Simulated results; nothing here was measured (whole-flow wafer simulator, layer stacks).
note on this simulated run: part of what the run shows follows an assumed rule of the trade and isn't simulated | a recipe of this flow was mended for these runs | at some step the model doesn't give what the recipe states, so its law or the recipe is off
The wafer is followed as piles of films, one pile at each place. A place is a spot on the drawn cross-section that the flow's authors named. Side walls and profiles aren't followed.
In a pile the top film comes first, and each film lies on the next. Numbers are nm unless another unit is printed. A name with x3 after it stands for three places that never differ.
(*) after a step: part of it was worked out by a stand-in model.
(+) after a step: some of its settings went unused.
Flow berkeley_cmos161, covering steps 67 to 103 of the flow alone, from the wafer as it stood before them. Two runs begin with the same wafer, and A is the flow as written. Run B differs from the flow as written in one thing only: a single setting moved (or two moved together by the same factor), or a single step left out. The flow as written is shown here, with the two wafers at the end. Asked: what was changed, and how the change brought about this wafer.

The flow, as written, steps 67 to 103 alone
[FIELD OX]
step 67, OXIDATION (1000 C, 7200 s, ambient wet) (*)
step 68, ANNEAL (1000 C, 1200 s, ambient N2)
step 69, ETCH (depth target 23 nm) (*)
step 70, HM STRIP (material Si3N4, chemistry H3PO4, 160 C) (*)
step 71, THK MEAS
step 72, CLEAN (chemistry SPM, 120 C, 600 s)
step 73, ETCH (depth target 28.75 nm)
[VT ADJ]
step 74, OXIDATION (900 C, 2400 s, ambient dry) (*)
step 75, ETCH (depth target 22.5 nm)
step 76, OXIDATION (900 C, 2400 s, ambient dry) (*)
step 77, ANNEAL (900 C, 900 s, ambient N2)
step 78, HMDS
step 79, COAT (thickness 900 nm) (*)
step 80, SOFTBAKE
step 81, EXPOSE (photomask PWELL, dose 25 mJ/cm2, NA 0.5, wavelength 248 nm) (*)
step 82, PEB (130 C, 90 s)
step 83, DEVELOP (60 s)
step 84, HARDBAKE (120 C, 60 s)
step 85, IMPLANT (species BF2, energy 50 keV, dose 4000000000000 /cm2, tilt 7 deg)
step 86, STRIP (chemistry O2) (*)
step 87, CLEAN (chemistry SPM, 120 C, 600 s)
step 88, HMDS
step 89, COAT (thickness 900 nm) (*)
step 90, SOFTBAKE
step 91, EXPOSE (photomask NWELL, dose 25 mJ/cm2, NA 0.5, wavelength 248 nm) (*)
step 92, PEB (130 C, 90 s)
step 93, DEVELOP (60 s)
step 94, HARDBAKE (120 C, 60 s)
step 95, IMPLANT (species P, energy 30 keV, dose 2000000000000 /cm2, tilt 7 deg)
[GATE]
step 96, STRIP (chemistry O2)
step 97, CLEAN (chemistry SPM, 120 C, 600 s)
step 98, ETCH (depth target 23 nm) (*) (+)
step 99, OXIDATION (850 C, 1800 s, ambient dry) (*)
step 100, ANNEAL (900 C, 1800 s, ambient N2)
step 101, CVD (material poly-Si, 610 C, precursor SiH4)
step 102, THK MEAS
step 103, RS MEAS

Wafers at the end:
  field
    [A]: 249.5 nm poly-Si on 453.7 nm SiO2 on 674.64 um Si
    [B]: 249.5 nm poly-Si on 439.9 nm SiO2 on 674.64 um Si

The reason: step 69, ETCH: depth target 37 nm was run, while the flow as written has depth target 23 nm.

The path from the change to this, step by step:
  step 69, ETCH (depth target 23 nm) (*)
      sd_n, spacer_n, gate_n, sd_p, spacer_p, gate_p, contact, m1: A SiO2 loses 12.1 (all of it), Si3N4 loses 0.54 | B SiO2 loses 12.1 (all of it), Si3N4 loses 1.24
      field: A SiO2 loses 23 | B SiO2 loses 37
